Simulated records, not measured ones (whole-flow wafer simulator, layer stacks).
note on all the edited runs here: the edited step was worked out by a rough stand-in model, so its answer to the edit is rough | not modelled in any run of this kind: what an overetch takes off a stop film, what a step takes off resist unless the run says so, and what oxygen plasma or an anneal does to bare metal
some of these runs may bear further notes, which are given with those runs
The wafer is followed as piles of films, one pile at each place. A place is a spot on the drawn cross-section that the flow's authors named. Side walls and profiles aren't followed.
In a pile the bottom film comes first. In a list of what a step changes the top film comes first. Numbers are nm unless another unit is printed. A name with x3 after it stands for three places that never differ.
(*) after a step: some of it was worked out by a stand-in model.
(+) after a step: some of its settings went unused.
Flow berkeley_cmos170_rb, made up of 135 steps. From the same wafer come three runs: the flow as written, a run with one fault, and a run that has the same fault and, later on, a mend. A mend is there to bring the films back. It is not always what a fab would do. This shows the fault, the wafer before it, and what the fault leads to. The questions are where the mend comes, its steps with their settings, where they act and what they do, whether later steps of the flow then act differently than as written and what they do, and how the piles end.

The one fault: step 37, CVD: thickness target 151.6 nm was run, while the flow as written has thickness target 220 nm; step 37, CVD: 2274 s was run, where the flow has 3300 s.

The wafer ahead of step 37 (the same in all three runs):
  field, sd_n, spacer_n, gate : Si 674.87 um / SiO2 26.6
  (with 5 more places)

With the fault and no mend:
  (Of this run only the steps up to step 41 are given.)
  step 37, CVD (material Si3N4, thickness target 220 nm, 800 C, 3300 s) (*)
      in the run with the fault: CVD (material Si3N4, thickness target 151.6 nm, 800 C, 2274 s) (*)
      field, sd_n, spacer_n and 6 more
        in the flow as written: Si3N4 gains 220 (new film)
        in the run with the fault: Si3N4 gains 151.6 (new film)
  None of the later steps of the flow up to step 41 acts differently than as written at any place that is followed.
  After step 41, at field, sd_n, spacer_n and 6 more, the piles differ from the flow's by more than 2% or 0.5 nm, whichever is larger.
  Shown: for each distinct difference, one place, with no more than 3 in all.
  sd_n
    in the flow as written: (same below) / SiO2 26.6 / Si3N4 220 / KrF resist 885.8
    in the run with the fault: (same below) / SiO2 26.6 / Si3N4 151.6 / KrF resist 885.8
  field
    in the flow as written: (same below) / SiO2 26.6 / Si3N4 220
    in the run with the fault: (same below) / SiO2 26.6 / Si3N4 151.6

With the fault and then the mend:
  The mend stands after step 41.
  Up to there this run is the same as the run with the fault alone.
  step 41a, STRIP (*) (+)
      sd_n, spacer_n, gate, sd_p, spacer_p, gate_p, contact, m1
        KrF resist loses 885.8 (all of it)
  step 41b, CLEAN (*)
      alters no film at any place that is followed
  step 41c, CVD (material Si3N4, thickness target 68.42 nm, 800 C, 1026 s) (*) (the flow's step 37 again, with other settings)
      field, sd_n, spacer_n and 6 more
        Si3N4 gains 68.4
  step 41d, COAT (KrF resist, thickness 900 nm) (the flow's step 38 again)
      field, sd_n, spacer_n and 6 more
        KrF resist gains 900 (new film)
  step 41e, EXPOSE (photomask ACTIVE) (the flow's step 39 again)
      alters no film at any place that is followed
  step 41f, PEB (130 C, 60 s) (*) (the flow's step 40 again)
      alters no film at any place that is followed
  step 41g, DEVELOP (developer developer-D-0.26N, 45 s) (the flow's step 41 again)
      sd_n, spacer_n, gate, sd_p, spacer_p, gate_p, contact, m1
        KrF resist loses 14.2
      field
        KrF resist loses 900 (all of it)
  None of the later steps of the flow differs from how it acts as written, at any place that is followed, by more than 2% or 0.5 nm, whichever is larger.
  At every place that both follow, the piles at the end match the flow's.
